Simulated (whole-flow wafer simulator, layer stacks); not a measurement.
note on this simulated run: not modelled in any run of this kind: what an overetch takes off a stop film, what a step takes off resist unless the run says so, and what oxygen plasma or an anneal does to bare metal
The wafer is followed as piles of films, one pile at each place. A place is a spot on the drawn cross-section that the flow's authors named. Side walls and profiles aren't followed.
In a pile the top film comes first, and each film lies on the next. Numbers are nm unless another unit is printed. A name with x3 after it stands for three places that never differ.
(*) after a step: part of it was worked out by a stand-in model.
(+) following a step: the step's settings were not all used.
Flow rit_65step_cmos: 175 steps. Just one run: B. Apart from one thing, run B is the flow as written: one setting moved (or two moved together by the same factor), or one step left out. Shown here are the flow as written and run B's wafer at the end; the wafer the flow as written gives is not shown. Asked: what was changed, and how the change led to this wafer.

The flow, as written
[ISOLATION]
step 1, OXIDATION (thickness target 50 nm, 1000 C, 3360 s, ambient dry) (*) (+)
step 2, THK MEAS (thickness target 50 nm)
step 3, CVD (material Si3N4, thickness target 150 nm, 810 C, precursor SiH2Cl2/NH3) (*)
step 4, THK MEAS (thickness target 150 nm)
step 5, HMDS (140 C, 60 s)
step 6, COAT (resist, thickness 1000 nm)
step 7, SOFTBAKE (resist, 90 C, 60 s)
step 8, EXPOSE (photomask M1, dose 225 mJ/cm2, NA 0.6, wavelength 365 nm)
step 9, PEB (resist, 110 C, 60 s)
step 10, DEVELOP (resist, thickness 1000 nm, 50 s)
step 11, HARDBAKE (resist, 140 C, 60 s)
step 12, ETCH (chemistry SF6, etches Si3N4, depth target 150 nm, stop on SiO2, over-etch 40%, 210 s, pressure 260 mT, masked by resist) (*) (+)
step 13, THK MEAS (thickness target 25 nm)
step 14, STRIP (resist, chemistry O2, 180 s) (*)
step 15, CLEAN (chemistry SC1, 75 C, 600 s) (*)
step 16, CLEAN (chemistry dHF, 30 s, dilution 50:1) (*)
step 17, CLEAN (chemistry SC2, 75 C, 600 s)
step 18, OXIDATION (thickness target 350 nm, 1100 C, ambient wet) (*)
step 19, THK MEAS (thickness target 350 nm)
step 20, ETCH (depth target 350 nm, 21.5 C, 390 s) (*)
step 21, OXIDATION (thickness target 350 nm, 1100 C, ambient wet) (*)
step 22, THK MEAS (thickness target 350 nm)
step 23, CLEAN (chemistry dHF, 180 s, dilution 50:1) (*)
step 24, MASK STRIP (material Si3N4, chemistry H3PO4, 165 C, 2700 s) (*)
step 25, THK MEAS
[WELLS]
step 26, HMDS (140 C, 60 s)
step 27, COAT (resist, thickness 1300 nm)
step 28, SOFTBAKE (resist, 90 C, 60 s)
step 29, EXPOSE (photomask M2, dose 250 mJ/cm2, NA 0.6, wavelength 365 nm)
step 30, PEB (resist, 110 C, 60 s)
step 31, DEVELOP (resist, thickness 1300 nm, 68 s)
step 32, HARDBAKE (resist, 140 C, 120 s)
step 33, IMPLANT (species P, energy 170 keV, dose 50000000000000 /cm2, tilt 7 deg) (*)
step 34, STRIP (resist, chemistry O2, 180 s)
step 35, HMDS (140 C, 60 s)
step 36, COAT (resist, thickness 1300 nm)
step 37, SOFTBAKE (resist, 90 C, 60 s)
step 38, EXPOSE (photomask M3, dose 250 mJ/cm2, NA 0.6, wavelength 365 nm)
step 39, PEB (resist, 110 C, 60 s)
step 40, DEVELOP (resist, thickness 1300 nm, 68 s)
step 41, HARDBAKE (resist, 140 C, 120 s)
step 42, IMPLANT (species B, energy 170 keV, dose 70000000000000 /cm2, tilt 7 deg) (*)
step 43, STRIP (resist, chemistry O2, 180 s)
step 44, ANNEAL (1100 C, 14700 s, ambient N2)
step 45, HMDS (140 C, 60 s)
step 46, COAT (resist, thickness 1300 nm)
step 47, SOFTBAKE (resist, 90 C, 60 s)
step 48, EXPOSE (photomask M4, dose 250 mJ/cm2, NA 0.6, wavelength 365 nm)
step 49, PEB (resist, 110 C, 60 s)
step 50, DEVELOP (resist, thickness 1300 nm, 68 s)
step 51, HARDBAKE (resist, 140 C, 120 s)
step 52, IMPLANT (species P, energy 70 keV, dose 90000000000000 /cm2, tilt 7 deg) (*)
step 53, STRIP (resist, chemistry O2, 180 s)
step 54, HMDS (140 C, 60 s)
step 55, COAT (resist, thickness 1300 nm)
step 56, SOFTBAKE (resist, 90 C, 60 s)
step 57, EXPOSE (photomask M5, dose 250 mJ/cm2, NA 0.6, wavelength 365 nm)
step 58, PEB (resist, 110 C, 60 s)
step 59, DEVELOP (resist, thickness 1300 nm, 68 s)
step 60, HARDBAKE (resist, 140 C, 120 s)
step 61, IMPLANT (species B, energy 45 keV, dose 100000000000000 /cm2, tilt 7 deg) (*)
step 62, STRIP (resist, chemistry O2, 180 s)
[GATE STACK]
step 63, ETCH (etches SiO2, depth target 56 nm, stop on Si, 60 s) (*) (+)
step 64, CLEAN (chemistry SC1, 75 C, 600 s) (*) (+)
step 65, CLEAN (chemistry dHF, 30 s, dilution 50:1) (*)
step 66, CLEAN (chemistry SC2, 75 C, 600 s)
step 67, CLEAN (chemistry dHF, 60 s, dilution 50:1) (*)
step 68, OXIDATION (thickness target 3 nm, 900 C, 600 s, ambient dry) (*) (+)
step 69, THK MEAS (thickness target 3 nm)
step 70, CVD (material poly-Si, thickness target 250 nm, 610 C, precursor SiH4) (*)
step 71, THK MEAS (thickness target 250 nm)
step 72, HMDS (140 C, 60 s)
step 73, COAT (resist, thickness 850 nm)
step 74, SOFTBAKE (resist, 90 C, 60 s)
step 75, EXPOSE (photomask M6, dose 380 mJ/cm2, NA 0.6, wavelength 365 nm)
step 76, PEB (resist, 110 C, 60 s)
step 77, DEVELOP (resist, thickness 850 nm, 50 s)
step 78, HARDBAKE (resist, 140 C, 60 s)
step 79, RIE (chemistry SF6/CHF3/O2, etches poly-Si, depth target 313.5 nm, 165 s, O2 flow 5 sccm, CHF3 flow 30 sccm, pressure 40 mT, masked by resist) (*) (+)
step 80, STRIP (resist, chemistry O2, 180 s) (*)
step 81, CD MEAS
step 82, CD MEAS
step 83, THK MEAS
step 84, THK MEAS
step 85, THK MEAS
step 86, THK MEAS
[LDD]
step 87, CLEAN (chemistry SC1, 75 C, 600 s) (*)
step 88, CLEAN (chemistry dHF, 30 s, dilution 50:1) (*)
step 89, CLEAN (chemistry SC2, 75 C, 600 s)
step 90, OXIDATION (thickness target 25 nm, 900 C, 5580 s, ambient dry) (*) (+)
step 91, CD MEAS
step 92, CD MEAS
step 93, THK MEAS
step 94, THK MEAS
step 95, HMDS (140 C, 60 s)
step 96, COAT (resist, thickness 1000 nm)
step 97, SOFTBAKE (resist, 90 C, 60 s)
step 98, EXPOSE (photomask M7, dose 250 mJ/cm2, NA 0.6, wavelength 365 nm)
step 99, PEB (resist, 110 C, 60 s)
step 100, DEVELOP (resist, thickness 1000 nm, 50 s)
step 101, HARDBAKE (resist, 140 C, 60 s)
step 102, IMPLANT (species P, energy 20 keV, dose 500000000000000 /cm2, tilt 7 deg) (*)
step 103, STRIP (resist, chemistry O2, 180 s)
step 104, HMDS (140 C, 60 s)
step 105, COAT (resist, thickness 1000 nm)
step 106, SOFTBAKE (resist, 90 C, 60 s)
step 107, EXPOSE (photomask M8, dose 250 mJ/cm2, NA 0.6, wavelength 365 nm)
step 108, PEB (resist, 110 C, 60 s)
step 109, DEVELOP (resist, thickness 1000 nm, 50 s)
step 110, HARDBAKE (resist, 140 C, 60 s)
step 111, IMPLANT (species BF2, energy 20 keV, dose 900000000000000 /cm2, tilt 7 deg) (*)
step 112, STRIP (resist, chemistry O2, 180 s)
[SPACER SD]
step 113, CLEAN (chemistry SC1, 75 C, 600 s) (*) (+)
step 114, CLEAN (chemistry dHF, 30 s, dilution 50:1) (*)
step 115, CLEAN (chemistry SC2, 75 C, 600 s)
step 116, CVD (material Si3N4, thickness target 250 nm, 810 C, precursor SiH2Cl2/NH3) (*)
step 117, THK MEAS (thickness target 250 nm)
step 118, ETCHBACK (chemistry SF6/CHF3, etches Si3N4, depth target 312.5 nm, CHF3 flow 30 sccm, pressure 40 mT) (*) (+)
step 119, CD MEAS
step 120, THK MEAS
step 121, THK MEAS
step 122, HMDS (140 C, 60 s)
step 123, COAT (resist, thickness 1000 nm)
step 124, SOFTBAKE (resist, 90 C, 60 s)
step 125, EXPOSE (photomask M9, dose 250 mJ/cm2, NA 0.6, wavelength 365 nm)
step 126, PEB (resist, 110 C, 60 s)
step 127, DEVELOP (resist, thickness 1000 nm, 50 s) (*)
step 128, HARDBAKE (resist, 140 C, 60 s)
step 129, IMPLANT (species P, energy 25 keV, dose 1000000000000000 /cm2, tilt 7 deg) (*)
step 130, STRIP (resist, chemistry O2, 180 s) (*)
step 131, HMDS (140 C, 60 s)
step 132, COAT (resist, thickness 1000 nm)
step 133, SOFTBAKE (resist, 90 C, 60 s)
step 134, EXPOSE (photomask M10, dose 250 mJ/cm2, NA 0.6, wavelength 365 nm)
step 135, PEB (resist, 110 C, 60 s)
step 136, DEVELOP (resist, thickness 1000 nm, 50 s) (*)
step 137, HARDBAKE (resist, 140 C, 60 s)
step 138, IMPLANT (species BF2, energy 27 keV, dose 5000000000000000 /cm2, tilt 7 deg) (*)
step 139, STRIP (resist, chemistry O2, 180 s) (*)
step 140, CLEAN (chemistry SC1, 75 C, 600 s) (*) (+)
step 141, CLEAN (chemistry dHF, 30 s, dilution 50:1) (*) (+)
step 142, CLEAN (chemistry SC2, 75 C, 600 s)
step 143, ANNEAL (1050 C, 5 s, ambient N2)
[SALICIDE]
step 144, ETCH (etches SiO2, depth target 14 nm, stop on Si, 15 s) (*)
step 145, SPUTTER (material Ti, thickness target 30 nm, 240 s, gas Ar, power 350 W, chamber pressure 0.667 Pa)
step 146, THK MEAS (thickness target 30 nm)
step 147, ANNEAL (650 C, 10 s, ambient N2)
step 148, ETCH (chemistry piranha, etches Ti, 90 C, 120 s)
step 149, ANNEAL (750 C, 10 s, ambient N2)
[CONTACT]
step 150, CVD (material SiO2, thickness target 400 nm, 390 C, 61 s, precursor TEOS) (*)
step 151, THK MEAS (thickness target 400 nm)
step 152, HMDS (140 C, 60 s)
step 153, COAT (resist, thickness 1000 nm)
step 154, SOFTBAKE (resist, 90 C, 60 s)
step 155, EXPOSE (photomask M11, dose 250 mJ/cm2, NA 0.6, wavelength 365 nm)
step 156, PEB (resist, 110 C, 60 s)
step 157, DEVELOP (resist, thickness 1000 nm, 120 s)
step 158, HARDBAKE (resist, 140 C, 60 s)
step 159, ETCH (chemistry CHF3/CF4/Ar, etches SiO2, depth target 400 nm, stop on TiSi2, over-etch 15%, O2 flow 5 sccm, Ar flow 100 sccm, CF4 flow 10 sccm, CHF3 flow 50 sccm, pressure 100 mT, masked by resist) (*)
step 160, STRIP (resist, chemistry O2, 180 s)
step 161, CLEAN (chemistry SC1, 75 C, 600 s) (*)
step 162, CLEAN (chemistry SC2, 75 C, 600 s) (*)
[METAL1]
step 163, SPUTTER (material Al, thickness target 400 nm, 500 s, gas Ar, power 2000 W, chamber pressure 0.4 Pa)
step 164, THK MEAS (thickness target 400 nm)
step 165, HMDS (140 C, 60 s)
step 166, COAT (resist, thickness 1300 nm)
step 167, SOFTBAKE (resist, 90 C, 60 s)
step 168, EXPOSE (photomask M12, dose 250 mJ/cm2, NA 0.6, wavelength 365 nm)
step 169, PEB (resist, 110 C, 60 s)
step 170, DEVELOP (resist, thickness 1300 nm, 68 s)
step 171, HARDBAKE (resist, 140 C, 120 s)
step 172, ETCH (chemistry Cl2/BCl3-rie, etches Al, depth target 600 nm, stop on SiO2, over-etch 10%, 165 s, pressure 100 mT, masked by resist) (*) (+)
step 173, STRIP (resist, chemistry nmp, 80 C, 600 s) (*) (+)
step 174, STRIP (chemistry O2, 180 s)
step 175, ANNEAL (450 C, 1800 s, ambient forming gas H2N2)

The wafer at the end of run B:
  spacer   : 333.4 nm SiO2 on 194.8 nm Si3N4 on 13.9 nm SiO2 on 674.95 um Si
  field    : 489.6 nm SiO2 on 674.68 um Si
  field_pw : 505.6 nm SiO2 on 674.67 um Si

Cause: step 163, SPUTTER: thickness target 160 nm was run, whereas the flow has thickness target 400 nm.

The path from the change to this, step by step:
  step 163, SPUTTER (material Al, thickness target 400 nm, 500 s, gas Ar, power 2000 W, chamber pressure 0.4 Pa)
      field, field_p, spacer, spacer_p: +160 Al (new film) (as written it would have been: +400 Al (new film))
      gate_n, gate_p: +160 Al (new film) (as written it would have been: +396 Al (new film))
      (also at 2 further places)
  step 172, ETCH (chemistry Cl2/BCl3-rie, etches Al, depth target 600 nm, stop on SiO2, over-etch 10%, 165 s, pressure 100 mT, masked by resist) (*) (+)
      field, field_p, spacer, spacer_p: -160 Al (all of it), -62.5 SiO2 (as written it would have been: -400 Al (all of it), -32.5 SiO2)
      gate_n, gate_p: -160 Al (all of it), -62.5 SiO2 (as written it would have been: -396 Al (all of it), -33 SiO2)
      (also at 2 further places)
